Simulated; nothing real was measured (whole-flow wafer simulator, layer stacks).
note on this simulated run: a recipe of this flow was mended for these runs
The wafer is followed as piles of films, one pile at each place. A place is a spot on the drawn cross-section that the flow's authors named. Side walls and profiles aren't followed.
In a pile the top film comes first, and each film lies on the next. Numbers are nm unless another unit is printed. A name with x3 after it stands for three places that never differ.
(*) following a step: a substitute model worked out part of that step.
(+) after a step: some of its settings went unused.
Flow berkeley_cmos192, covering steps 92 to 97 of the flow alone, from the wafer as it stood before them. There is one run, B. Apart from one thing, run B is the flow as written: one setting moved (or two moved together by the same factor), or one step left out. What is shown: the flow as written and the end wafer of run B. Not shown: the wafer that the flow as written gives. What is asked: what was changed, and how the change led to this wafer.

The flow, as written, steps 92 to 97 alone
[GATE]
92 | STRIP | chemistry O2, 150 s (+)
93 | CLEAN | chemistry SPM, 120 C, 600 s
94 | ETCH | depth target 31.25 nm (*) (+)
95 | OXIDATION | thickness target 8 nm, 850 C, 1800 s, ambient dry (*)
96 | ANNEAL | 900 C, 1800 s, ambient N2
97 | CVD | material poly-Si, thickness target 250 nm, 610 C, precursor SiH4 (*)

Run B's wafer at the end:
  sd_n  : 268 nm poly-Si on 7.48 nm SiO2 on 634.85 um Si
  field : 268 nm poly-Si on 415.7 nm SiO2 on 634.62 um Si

The reason: step 97, CVD: thickness target 268 nm was run, while the flow as written has thickness target 250 nm.
One can read it off the wafer: sd_n has poly-Si 268, and step 97 as written asks for 250 nm.

Step by step, how the change led to this:
  97 | CVD | material poly-Si, thickness target 250 nm, 610 C, precursor SiH4 (*)
      field, sd_n, spacer_n, gate, sd_p, spacer_p x2, contact, m1: +268 poly-Si (new film) (as written it would have been: +250 poly-Si (new film))
